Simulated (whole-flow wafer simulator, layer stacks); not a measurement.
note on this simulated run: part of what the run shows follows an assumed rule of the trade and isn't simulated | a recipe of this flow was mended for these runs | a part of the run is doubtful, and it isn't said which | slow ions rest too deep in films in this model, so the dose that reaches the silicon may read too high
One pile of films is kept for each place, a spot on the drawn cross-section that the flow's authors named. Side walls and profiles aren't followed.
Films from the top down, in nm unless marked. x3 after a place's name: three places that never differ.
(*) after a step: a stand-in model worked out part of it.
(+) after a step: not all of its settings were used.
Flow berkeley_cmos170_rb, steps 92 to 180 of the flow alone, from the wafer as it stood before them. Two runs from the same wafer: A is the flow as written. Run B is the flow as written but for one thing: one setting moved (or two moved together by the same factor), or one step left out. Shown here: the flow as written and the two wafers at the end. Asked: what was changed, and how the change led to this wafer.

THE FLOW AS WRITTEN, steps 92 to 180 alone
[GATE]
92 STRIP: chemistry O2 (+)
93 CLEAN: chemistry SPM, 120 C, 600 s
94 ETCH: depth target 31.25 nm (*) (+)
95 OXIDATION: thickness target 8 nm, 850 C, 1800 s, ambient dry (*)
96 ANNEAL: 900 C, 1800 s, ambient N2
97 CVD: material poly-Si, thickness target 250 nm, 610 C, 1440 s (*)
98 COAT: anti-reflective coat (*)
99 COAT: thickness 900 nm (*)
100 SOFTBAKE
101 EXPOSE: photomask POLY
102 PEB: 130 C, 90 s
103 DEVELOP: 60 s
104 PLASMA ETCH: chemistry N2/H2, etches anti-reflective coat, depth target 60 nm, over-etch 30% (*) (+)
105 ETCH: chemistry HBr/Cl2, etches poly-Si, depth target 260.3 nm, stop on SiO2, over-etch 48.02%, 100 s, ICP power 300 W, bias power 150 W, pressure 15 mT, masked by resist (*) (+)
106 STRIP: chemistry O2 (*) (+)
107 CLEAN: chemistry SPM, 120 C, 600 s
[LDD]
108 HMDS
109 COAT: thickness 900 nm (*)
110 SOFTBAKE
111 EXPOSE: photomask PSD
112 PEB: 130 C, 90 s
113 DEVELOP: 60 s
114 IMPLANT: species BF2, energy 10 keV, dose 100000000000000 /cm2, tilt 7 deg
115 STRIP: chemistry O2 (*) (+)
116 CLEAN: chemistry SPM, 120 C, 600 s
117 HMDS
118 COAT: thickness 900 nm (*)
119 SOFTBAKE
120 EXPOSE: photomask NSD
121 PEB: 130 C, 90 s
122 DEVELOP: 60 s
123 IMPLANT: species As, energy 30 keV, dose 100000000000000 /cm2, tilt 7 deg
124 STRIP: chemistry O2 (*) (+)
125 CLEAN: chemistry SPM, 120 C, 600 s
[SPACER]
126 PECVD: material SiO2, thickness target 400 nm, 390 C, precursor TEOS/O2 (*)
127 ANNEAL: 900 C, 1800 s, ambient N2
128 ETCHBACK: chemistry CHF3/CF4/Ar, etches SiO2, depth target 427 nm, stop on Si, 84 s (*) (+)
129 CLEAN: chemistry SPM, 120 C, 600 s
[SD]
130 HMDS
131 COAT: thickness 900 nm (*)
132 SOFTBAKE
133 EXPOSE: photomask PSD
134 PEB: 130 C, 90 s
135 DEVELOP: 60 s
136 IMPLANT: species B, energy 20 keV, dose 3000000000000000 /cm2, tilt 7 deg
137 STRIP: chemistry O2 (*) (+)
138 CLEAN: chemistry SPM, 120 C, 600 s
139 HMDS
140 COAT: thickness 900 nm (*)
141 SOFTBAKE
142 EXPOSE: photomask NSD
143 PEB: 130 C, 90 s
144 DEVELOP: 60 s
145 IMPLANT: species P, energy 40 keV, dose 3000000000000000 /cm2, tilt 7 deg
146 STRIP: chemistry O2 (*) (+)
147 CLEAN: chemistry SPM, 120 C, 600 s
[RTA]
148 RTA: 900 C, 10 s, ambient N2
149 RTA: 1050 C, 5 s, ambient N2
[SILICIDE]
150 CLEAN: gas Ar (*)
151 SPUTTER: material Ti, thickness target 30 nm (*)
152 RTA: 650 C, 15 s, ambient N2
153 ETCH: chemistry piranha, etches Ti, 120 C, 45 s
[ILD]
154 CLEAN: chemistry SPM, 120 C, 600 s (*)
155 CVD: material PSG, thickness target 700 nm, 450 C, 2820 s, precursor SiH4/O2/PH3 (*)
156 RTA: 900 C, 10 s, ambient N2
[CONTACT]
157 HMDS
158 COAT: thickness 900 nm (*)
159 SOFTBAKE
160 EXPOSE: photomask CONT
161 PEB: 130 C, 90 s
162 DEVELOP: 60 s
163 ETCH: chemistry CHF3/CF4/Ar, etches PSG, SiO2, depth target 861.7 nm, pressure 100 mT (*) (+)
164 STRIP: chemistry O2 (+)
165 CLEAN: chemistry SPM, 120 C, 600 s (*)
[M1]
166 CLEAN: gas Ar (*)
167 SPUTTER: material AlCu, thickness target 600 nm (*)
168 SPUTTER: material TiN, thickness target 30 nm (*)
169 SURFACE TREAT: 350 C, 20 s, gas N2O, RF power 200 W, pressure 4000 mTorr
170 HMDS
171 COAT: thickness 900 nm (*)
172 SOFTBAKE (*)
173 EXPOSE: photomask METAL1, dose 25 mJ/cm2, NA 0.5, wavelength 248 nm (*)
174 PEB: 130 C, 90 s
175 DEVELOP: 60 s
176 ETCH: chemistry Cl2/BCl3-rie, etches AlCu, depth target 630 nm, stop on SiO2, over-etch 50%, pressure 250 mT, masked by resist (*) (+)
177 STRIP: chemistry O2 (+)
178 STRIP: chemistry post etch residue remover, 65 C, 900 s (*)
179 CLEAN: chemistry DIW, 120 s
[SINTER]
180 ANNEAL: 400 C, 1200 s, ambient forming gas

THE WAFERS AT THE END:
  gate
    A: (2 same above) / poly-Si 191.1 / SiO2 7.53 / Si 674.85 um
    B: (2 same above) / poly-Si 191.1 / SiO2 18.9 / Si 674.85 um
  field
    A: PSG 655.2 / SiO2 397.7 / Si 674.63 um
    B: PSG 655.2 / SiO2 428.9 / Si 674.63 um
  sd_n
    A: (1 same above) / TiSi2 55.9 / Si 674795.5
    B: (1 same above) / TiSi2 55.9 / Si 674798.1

The cause: step 94, ETCH: depth target 31.25 nm (*) (+), was left out.

How the change led to this, step by step:
  95 OXIDATION: thickness target 8 nm, 850 C, 1800 s, ambient dry (*)
      sd_n, spacer_n, gate, sd_p, spacer_p, gate_p, contact, m1: A SiO2 +7.53 (new film), Si -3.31 | B SiO2 +3.88, Si -1.71
  98 COAT: anti-reflective coat (*)
      spacer_n, spacer_p: A anti-reflective coat +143 (new film) | B anti-reflective coat +147.6 (new film)
      sd_n: A anti-reflective coat +154.3 (new film) | B anti-reflective coat +167.3 (new film)
      (and at 3 more places)
  104 PLASMA ETCH: chemistry N2/H2, etches anti-reflective coat, depth target 60 nm, over-etch 30% (*) (+)
      spacer_n, spacer_p: A anti-reflective coat -143 (all of it), poly-Si -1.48 | B anti-reflective coat -147.6 (all of it), poly-Si -1.79
      gate, gate_p: A KrF-resist -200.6 | B KrF-resist -217.4
      (and at 4 more places)
  128 ETCHBACK: chemistry CHF3/CF4/Ar, etches SiO2, depth target 427 nm, stop on Si, 84 s (*) (+)
      sd_n: A SiO2 -406 (all of it), Si -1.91 | B SiO2 -417.4 (all of it), Si -0.87
      sd_p: A SiO2 -391.2 (all of it), Si -3.26 | B SiO2 -400.8 (all of it), Si -2.38
      (and at 2 more places)
  151 SPUTTER: material Ti, thickness target 30 nm (*)
      sd_p: A Ti +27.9 (new film) | B Ti +27.2 (new film)
  152 RTA: 650 C, 15 s, ambient N2
      sd_p: A Ti -21.8, TiSi first +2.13 (new film), TiSi2 C49 +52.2 (new film), Si -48 | B Ti -21.2, TiSi first +0.85 (new film), TiSi2 C49 +52.8 (new film), Si -47.7
  156 RTA: 900 C, 10 s, ambient N2
      sd_p: A under 1 film: TiSi2 +52 (new film), TiSi first -2.02 (all of it), TiSi2 C49 -52.2 (all of it), Si -1.34 | B under 1 film: TiSi2 +50.7 (new film), TiSi first -0.74 (all of it), TiSi2 C49 -52.8 (all of it), Si -0.49
  158 COAT: thickness 900 nm (*)
      sd_p: A KrF-resist +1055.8 (new film) | B KrF-resist +1078.5 (new film)
  164 STRIP: chemistry O2 (+)
      sd_n: A KrF-resist -772.5 (all of it) | B KrF-resist -790.4 (all of it)
      sd_p: A KrF-resist -823 (all of it) | B KrF-resist -845.7 (all of it)
  167 SPUTTER: material AlCu, thickness target 600 nm (*)
      sd_p: A AlCu +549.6 (new film) | B AlCu +532.5 (new film)
  168 SPUTTER: material TiN, thickness target 30 nm (*)
      sd_p: A TiN +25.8 (new film) | B TiN +25 (new film)
  171 COAT: thickness 900 nm (*)
      sd_p: A KrF-resist +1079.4 (new film) | B KrF-resist +1116.2 (new film)
  175 DEVELOP: 60 s
      sd_p: A KrF-resist -1076.9 (all of it) | B KrF-resist -1113.7 (all of it)
  176 ETCH: chemistry Cl2/BCl3-rie, etches AlCu, depth target 630 nm, stop on SiO2, over-etch 50%, pressure 250 mT, masked by resist (*) (+)
      sd_p: A TiN -25.8 (all of it), AlCu -549.6 (all of it), PSG -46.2 | B TiN -25 (all of it), AlCu -532.5 (all of it), PSG -48.4
  177 STRIP: chemistry O2 (+)
      m1: A KrF-resist -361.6 (all of it) | B KrF-resist -374.9 (all of it)
